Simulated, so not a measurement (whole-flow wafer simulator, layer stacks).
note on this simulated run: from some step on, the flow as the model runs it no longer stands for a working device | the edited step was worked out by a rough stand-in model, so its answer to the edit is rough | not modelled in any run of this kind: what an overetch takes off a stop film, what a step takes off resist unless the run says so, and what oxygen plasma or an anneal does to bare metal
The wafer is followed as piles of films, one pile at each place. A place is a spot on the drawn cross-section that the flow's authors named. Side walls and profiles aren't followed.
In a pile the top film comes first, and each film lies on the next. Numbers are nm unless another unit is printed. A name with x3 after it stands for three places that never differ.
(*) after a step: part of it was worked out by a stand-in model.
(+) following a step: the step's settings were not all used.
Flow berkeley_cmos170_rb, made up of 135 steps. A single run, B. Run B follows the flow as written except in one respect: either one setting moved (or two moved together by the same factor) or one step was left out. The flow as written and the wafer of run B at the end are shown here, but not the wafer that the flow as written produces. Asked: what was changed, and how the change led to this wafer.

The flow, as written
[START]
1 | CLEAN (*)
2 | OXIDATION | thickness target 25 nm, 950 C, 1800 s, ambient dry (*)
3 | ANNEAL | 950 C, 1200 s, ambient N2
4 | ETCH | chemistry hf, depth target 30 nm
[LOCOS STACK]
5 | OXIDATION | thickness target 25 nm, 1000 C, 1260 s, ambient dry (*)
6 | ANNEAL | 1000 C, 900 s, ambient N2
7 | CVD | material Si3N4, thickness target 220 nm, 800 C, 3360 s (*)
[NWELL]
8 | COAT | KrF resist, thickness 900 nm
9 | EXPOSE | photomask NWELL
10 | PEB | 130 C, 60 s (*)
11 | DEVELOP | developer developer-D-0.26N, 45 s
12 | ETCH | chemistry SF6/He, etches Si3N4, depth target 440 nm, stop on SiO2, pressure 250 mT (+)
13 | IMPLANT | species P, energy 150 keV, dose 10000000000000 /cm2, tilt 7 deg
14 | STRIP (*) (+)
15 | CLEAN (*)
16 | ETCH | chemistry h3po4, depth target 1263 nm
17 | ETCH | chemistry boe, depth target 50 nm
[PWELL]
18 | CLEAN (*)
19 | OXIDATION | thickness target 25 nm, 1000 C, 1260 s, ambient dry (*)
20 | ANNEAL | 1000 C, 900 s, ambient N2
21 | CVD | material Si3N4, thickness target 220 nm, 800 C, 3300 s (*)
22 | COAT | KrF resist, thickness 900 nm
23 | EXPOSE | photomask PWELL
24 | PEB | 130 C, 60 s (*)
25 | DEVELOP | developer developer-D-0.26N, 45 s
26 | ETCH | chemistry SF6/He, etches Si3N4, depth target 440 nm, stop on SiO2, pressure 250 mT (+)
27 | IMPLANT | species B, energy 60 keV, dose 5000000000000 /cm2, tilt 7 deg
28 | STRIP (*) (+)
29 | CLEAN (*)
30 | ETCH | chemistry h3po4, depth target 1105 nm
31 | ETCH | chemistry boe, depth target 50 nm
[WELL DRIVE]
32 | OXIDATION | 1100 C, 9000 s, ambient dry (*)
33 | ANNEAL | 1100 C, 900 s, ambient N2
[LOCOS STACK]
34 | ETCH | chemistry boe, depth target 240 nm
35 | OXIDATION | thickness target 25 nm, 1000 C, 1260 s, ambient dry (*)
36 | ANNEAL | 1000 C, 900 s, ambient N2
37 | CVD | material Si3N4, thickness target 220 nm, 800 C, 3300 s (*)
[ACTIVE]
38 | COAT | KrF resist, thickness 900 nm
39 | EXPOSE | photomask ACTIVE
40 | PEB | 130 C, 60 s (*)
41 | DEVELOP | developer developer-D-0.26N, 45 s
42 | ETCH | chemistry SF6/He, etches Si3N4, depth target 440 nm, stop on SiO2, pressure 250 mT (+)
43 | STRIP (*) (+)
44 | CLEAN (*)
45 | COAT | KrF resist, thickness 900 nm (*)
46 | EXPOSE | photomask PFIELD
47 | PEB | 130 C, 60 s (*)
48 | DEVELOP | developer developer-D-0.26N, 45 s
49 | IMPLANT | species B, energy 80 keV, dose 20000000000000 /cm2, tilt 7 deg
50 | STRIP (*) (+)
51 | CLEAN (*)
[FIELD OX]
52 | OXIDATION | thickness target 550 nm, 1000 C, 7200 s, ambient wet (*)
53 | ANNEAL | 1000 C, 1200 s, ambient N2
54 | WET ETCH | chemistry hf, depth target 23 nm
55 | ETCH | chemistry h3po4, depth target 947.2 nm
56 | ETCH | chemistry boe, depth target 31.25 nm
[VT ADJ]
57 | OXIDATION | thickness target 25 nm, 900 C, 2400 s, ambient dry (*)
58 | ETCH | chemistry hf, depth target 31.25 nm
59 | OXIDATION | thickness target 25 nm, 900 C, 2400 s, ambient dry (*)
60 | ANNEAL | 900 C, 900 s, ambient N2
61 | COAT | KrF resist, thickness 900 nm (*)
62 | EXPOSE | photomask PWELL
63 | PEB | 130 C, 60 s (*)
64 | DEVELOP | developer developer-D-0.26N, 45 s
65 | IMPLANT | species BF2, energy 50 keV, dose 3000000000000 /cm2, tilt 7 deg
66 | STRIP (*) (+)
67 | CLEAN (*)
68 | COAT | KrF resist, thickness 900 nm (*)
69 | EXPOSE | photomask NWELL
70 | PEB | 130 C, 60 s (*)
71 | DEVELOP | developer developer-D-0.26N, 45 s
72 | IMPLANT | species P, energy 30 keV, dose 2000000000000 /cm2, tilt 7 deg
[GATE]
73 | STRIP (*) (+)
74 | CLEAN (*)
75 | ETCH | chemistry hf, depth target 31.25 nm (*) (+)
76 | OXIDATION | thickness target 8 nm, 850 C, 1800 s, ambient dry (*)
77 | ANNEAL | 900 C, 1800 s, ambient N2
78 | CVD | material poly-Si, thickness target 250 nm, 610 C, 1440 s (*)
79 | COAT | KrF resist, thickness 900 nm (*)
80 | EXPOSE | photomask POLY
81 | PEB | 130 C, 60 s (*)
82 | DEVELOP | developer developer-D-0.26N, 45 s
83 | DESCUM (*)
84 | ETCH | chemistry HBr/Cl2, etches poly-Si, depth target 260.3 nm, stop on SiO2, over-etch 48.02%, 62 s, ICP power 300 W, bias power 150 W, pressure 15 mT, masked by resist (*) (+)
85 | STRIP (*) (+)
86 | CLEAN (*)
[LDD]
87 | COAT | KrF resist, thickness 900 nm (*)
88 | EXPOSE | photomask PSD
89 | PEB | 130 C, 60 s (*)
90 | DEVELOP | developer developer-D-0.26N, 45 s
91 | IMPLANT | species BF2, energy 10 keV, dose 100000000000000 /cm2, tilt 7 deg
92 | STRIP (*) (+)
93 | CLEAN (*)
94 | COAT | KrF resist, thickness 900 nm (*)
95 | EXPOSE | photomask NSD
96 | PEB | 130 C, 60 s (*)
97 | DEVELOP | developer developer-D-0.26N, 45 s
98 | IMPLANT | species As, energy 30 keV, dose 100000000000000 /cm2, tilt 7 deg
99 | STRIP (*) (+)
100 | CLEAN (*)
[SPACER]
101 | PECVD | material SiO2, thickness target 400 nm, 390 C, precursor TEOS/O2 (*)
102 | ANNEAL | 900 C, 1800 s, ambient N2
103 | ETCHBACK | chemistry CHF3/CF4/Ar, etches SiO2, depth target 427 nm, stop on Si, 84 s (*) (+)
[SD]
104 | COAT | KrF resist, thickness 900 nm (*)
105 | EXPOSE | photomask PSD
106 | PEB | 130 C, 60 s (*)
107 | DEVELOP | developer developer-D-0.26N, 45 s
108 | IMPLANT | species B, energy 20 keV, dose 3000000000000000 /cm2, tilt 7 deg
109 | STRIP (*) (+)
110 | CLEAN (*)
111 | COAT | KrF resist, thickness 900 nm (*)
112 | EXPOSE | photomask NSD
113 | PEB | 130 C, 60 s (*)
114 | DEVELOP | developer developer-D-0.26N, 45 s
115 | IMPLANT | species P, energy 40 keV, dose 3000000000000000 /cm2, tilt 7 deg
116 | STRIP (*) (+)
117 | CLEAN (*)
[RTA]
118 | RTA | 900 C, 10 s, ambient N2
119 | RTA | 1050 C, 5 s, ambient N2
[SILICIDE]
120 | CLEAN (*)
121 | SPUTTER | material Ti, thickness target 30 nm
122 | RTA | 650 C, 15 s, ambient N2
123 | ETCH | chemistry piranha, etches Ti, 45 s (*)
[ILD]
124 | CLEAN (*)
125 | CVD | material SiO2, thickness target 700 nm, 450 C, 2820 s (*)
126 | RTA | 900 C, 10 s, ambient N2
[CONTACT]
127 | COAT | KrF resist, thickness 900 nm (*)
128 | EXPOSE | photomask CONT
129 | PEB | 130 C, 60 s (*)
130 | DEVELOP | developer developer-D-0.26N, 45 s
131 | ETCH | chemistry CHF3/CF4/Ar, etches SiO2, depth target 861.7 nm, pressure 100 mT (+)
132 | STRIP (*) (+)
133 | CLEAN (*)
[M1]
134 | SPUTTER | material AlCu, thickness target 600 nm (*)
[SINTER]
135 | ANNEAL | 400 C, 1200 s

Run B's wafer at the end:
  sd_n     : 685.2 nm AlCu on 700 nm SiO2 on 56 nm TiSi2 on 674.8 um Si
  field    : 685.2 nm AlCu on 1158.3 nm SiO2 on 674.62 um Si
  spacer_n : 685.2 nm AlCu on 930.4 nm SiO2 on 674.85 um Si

The reason: step 134, SPUTTER: thickness target 685.2 nm was run, while the flow as written has thickness target 600 nm.
The wafer itself shows it: sd_n has AlCu 685.2, and step 134 as written asks for 600 nm.

How this came from the change, step by step:
  134 | SPUTTER | material AlCu, thickness target 600 nm (*)
      field, sd_n, spacer_n, gate, spacer_p, gate_p, m1: +685.2 AlCu (new film) (in the flow as written it would be: +600 AlCu (new film))
      sd_p: +627.6 AlCu (new film) (in the flow as written it would be: +545.9 AlCu (new film))
      (as well as at 1 more place)
